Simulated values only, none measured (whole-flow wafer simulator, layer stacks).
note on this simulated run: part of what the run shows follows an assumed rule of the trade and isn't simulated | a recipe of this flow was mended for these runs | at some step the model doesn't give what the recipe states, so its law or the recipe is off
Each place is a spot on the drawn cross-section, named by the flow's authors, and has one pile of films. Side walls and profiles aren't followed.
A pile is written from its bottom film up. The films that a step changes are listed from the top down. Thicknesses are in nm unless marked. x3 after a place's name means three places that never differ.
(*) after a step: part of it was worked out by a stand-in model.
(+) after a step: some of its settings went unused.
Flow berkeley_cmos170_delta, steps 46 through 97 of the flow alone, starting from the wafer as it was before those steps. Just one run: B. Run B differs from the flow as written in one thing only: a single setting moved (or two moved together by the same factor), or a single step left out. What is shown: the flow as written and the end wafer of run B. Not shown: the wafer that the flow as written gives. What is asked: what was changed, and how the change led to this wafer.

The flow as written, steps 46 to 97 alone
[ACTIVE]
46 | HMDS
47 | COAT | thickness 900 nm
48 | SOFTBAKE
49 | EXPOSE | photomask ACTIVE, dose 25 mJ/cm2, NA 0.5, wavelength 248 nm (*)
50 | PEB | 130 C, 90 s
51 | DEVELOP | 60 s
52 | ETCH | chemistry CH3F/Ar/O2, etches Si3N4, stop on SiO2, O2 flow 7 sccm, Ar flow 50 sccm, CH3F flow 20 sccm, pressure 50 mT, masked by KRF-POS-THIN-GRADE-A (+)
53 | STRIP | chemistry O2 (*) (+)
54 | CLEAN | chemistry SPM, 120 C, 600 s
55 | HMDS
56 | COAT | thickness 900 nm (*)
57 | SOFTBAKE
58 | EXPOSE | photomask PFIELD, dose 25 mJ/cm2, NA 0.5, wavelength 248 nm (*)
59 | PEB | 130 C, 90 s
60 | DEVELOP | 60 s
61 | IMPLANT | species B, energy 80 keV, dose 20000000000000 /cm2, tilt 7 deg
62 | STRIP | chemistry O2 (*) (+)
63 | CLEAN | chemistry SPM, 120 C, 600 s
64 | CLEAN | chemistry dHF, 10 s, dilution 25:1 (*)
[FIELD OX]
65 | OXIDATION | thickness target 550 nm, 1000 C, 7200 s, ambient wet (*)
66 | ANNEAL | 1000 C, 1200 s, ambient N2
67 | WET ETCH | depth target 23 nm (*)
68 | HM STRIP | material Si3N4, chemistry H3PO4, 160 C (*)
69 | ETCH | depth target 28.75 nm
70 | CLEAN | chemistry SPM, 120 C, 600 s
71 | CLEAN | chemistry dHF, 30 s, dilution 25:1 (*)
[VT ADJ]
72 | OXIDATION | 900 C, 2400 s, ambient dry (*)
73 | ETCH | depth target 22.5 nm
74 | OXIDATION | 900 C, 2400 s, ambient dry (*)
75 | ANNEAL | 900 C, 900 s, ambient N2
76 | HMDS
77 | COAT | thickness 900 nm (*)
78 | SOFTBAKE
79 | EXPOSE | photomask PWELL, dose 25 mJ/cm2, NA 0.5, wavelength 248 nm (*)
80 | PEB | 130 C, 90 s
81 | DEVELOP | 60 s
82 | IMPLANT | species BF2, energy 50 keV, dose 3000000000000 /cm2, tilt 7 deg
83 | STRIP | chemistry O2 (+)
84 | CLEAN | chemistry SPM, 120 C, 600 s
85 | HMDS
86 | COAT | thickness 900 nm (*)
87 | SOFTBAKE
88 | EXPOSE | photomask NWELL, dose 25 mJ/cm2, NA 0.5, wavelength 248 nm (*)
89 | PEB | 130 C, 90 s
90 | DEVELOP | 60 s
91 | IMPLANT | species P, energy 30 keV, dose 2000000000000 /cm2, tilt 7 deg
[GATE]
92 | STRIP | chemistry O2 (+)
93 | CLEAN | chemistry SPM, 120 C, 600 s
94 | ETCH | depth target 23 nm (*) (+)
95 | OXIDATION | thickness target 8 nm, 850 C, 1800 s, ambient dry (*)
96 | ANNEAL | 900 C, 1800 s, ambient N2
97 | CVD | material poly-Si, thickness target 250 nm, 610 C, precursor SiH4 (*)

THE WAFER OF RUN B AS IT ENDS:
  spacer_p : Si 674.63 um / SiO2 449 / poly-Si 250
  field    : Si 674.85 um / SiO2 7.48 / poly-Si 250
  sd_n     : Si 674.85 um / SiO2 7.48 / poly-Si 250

Cause: step 49, EXPOSE: photomask NWELL was run, while the flow as written has photomask ACTIVE.

How this came from the change, step by step:
  51 | DEVELOP | 60 s
      sd_p, spacer_p, gate_p: KrF-resist loses 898 (all of it) (it would be, as written: KrF-resist loses 14.9)
      field: KrF-resist loses 14.9 (it would be, as written: KrF-resist loses 898 (all of it))
  52 | ETCH | chemistry CH3F/Ar/O2, etches Si3N4, stop on SiO2, O2 flow 7 sccm, Ar flow 50 sccm, CH3F flow 20 sccm, pressure 50 mT, masked by KRF-POS-THIN-GRADE-A (+)
      sd_p, spacer_p, gate_p: Si3N4 loses 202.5 (all of it), SiO2 loses 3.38 (it would be, as written: KrF-resist loses 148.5)
      field: KrF-resist loses 148.5 (it would be, as written: Si3N4 loses 202.5 (all of it), SiO2 loses 3.38)
  53 | STRIP | chemistry O2 (*) (+)
      sd_p, spacer_p, gate_p: nothing (it would be, as written: KrF-resist loses 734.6 (all of it))
      field: KrF-resist loses 734.6 (all of it) (it would be, as written: nothing)
  56 | COAT | thickness 900 nm (*)
      field: KrF-resist gains 896 (new film) (it would be, as written: KrF-resist gains 956.4 (new film))
      sd_n: KrF-resist gains 885.8 (new film) (it would be, as written: KrF-resist gains 794.3 (new film))
      (also at 7 further places)
  59 | PEB | 130 C, 90 s
      sd_p: KrF-resist loses 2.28 (it would be, as written: KrF-resist loses 1.77)
  60 | DEVELOP | 60 s
      field: KrF-resist loses 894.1 (all of it) (it would be, as written: KrF-resist loses 954.2 (all of it))
  62 | STRIP | chemistry O2 (*) (+)
      sd_n: KrF-resist loses 868.8 (all of it) (it would be, as written: KrF-resist loses 777.7 (all of it))
      spacer_n: KrF-resist loses 875.3 (all of it) (it would be, as written: KrF-resist loses 807.8 (all of it))
      (also at 6 further places)
  64 | CLEAN | chemistry dHF, 10 s, dilution 25:1 (*)
      sd_p, spacer_p, gate_p: SiO2 loses 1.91 (it would be, as written: Si3N4 loses 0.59)
      field: Si3N4 loses 0.7 (it would be, as written: SiO2 loses 1.95)
  65 | OXIDATION | thickness target 550 nm, 1000 C, 7200 s, ambient wet (*)
      spacer_p, gate_p: SiO2 gains 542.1, Si loses 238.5 (it would be, as written: SiO2 gains 12.1 (new film), Si3N4 loses 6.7)
      field: SiO2 gains 12.1 (new film), Si3N4 loses 6.7 (it would be, as written: SiO2 gains 542.1, Si loses 238.5)
      (also at 2 further places)
  67 | WET ETCH | depth target 23 nm (*)
      sd_p, spacer_p, gate_p: SiO2 loses 23 (it would be, as written: SiO2 loses 12.1 (all of it), Si3N4 loses 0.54)
      field: SiO2 loses 12.1 (all of it), Si3N4 loses 0.54 (it would be, as written: SiO2 loses 23)
  68 | HM STRIP | material Si3N4, chemistry H3PO4, 160 C (*)
      sd_p, spacer_p, gate_p: SiO2 loses 15.1 (it would be, as written: Si3N4 loses 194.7 (all of it), SiO2 loses 9.06)
      field: Si3N4 loses 194.6 (all of it), SiO2 loses 9.05 (it would be, as written: SiO2 loses 15.1)
  69 | ETCH | depth target 28.75 nm
      spacer_p, gate_p: SiO2 loses 28.8 (it would be, as written: SiO2 loses 17.5 (all of it))
      field: SiO2 loses 17.5 (all of it) (it would be, as written: SiO2 loses 28.8)
      (also at 1 further place)
  70 | CLEAN | chemistry SPM, 120 C, 600 s
      sd_p, spacer_p, gate_p: nothing (it would be, as written: chemical SiO2 gains 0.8 (new film), Si loses 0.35)
      field: chemical SiO2 gains 0.8 (new film), Si loses 0.35 (it would be, as written: nothing)
  71 | CLEAN | chemistry dHF, 30 s, dilution 25:1 (*)
      sd_p, spacer_p, gate_p: SiO2 loses 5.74 (it would be, as written: chemical SiO2 loses 0.8 (all of it))
      field: chemical SiO2 loses 0.8 (all of it) (it would be, as written: SiO2 loses 5.74)
  72 | OXIDATION | 900 C, 2400 s, ambient dry (*)
      spacer_p, gate_p: SiO2 gains 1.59, Si loses 0.7 (it would be, as written: SiO2 gains 14.9 (new film), Si loses 6.57)
      field: SiO2 gains 14.9 (new film), Si loses 6.57 (it would be, as written: SiO2 gains 1.59, Si loses 0.7)
      (also at 1 further place)
  73 | ETCH | depth target 22.5 nm
      sd_p, spacer_p, gate_p: SiO2 loses 22.5 (it would be, as written: SiO2 loses 14.9 (all of it))
      field: SiO2 loses 14.9 (all of it) (it would be, as written: SiO2 loses 22.5)
  ... 10 other steps ...
  95 | OXIDATION | thickness target 8 nm, 850 C, 1800 s, ambient dry (*)
      spacer_p, gate_p: SiO2 gains 0.5, Si loses 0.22 (it would be, as written: SiO2 gains 7.48 (new film), Si loses 3.29)
      field: SiO2 gains 7.48 (new film), Si loses 3.29 (it would be, as written: SiO2 gains 0.5, Si loses 0.22)
      (also at 1 further place)
